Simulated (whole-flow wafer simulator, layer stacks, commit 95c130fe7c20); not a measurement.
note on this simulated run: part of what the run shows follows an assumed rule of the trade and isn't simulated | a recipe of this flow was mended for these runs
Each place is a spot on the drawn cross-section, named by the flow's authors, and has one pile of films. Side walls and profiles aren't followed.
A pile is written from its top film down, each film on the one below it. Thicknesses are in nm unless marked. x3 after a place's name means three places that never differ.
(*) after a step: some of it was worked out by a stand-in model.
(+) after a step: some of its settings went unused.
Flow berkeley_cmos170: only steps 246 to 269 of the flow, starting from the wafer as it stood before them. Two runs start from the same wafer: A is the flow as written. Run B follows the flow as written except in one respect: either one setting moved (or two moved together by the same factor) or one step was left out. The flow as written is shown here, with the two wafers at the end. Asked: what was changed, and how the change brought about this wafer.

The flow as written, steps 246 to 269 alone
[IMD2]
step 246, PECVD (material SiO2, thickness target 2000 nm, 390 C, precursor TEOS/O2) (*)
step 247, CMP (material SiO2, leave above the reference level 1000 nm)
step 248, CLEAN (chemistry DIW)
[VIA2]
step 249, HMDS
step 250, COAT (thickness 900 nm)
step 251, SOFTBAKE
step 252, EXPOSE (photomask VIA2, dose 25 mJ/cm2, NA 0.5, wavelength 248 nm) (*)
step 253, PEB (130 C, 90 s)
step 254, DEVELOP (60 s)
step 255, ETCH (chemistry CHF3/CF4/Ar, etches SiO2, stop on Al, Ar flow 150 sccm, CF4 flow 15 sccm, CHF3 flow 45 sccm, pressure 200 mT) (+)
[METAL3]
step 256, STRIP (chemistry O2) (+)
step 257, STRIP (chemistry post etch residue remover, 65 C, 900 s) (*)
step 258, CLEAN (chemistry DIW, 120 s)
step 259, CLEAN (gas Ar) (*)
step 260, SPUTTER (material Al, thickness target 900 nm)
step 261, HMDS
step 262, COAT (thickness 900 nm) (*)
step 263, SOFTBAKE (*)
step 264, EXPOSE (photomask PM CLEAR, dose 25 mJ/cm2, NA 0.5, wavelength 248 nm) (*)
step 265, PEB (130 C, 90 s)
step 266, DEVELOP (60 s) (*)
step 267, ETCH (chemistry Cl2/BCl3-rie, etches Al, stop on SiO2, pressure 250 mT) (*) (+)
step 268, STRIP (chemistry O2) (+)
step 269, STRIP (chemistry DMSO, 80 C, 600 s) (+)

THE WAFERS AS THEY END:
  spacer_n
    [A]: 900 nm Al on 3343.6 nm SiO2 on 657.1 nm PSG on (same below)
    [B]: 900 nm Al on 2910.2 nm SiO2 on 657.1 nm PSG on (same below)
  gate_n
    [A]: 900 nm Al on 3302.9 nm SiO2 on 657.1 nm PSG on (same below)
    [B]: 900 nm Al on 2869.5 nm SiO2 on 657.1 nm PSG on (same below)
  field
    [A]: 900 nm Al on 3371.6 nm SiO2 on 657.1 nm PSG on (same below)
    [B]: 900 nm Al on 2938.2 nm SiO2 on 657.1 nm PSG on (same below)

What caused this: step 246, PECVD: thickness target 1520 nm was run, whereas the flow has thickness target 2000 nm.

The path from the change to this, step by step:
  step 246, PECVD (material SiO2, thickness target 2000 nm, 390 C, precursor TEOS/O2) (*)
      field, mark, sd_n, spacer_n, gate_n, sd_p, spacer_p, gate_p: A +2000 SiO2 | B +1520 SiO2
      contact, m1, m2, via2: A +2000 SiO2 (new film) | B +1520 SiO2 (new film)
      (as well as at 1 more place)
  step 247, CMP (material SiO2, leave above the reference level 1000 nm)
      field, sd_n, spacer_n, gate_n, sd_p, spacer_p, gate_p: A -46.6 SiO2 | B nothing
      contact, m1, via1, m2, via2: A -1000 SiO2 | B -520 SiO2
  step 250, COAT (thickness 900 nm)
      sd_n: A +900 KrF-resist (new film) | B +1073.7 KrF-resist (new film)
      contact: A +900 KrF-resist (new film) | B +739.1 KrF-resist (new film)
      (as well as at 4 more places)
  step 253, PEB (130 C, 90 s)
      m2: A -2 KrF-resist | B -1.42 KrF-resist
  step 254, DEVELOP (60 s)
      via2: A -898 KrF-resist (all of it) | B -729.5 KrF-resist (all of it)
  step 256, STRIP (chemistry O2) (+)
      sd_n: A -607.6 KrF-resist (all of it) | B -780.9 KrF-resist (all of it)
      sd_p: A -607.6 KrF-resist (all of it) | B -621.1 KrF-resist (all of it)
      (as well as at 6 more places)
  step 262, COAT (thickness 900 nm) (*)
      sd_n: A +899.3 KrF-resist (new film) | B +1072.1 KrF-resist (new film)
      contact: A +898.4 KrF-resist (new film) | B +730.3 KrF-resist (new film)
      (as well as at 4 more places)
  step 265, PEB (130 C, 90 s)
      m2: A -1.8 KrF-resist | B -1.24 KrF-resist
      via2: A -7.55 KrF-resist | B -6.43 KrF-resist
  step 268, STRIP (chemistry O2) (+)
      sd_n: A -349 KrF-resist (all of it) | B -521.4 KrF-resist (all of it)
      spacer_n: A -349.7 KrF-resist (all of it) | B -357.3 KrF-resist (all of it)
      (as well as at 9 more places)
